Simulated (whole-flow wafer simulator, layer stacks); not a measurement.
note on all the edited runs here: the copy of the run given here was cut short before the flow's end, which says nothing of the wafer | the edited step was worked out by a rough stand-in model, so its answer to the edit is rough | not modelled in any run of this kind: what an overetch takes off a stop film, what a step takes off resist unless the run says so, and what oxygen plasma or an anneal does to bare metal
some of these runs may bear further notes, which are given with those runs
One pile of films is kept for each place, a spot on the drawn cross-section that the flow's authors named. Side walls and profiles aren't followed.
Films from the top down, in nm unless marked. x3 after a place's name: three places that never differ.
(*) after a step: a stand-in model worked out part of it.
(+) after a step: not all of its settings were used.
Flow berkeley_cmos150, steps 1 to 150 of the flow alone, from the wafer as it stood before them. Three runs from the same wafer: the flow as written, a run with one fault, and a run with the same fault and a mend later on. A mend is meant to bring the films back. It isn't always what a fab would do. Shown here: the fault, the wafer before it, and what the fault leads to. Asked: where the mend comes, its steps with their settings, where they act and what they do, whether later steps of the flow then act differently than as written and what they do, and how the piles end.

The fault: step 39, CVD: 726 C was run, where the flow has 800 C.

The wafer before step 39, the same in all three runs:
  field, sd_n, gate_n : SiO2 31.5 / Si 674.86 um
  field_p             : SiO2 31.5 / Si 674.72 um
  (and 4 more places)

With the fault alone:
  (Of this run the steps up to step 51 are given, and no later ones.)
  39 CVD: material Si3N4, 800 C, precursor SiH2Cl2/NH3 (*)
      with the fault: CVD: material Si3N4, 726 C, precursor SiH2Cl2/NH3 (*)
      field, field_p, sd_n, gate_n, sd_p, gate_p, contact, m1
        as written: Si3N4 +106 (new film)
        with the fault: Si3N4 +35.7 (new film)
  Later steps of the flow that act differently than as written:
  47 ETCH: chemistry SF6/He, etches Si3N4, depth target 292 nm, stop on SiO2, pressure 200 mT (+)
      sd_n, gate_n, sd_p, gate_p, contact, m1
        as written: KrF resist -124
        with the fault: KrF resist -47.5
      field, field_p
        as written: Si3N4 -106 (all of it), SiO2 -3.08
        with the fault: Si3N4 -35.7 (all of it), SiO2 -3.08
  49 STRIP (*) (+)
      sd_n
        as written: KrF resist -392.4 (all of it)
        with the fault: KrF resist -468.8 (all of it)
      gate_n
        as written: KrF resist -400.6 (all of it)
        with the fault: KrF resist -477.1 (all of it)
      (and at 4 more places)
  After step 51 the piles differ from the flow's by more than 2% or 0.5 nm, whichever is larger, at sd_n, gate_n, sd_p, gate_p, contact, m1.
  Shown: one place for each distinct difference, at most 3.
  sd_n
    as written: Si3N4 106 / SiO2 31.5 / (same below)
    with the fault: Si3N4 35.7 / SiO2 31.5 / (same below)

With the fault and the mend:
  The mend comes after step 39.
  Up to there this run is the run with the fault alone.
  39a CVD: material Si3N4, 800 C, precursor SiH2Cl2/NH3 (*) (the flow's step 39 once more, with other settings that aren't printed)
      field, field_p, sd_n, gate_n, sd_p, gate_p, contact, m1
        Si3N4 +70.3
  No later step of the flow acts differently than as written, at any place that is followed, by more than 2% or 0.5 nm, whichever is larger.
  At the end the piles are the same as the flow's at every place that both follow.
